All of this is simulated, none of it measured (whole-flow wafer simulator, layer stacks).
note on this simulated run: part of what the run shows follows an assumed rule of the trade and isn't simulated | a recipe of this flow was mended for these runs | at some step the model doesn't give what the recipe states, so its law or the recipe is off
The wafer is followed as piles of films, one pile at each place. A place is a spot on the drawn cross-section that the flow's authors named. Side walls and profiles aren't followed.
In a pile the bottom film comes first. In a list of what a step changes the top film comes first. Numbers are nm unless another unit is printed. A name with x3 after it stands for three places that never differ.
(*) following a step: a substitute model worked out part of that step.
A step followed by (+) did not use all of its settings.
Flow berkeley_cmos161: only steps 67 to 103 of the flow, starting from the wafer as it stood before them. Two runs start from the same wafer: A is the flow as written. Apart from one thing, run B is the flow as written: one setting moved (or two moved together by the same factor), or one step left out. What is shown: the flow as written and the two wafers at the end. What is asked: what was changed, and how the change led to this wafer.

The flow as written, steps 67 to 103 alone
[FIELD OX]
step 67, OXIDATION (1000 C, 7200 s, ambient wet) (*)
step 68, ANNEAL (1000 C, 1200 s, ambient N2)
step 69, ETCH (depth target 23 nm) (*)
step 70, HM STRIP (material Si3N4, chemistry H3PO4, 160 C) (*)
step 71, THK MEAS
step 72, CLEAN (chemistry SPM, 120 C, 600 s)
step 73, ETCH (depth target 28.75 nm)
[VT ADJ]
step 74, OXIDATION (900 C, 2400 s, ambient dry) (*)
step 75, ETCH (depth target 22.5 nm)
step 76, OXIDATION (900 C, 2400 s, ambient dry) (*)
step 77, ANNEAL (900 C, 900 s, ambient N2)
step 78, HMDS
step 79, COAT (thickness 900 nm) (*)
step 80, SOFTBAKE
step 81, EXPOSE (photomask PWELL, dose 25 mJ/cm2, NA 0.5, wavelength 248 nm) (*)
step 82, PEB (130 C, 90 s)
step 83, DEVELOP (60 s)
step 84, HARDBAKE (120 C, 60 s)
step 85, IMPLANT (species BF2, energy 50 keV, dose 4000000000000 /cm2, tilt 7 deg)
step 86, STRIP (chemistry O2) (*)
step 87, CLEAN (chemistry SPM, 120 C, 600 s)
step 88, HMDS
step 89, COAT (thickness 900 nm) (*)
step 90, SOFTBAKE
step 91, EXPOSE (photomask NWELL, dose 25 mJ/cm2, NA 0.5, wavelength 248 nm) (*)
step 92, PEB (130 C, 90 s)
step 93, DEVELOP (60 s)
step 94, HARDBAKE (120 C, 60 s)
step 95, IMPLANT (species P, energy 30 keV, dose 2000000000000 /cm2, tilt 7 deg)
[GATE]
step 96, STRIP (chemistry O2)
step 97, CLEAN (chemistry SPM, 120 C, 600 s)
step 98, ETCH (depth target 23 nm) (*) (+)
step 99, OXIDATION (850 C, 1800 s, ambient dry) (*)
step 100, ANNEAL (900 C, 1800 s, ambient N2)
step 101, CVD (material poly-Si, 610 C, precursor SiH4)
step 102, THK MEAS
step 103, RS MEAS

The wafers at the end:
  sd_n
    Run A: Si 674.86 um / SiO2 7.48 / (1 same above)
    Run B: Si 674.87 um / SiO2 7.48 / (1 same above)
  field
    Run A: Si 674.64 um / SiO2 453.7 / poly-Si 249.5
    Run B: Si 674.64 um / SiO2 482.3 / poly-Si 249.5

What caused this: step 73, ETCH: depth target 28.75 nm, was skipped.

Step by step, how the change led to this:
  step 74, OXIDATION (900 C, 2400 s, ambient dry) (*)
      spacer_n, gate_n, spacer_p, gate_p, contact, m1: A +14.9 SiO2 (new film), -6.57 Si | B +10.5 SiO2, -4.63 Si
      sd_n, sd_p: A +14.9 SiO2 (new film), -6.57 Si | B +10.5 SiO2, -4.61 Si
  step 75, ETCH (depth target 22.5 nm)
      sd_n, spacer_n, gate_n, sd_p, spacer_p, gate_p, contact, m1: A -14.9 SiO2 (all of it) | B -22.5 SiO2
  step 76, OXIDATION (900 C, 2400 s, ambient dry) (*)
      spacer_n, gate_n, spacer_p, gate_p, contact, m1: A +14.9 SiO2 (new film), -6.57 Si | B +11 SiO2, -4.84 Si
      sd_n, sd_p: A +14.9 SiO2 (new film), -6.57 Si | B +10.9 SiO2, -4.8 Si
  step 98, ETCH (depth target 23 nm) (*) (+)
      spacer_n, gate_n, spacer_p, gate_p, contact, m1: A -14.9 SiO2 (all of it) | B -16.9 SiO2 (all of it)
      sd_n, sd_p: A -14.9 SiO2 (all of it) | B -17 SiO2 (all of it)
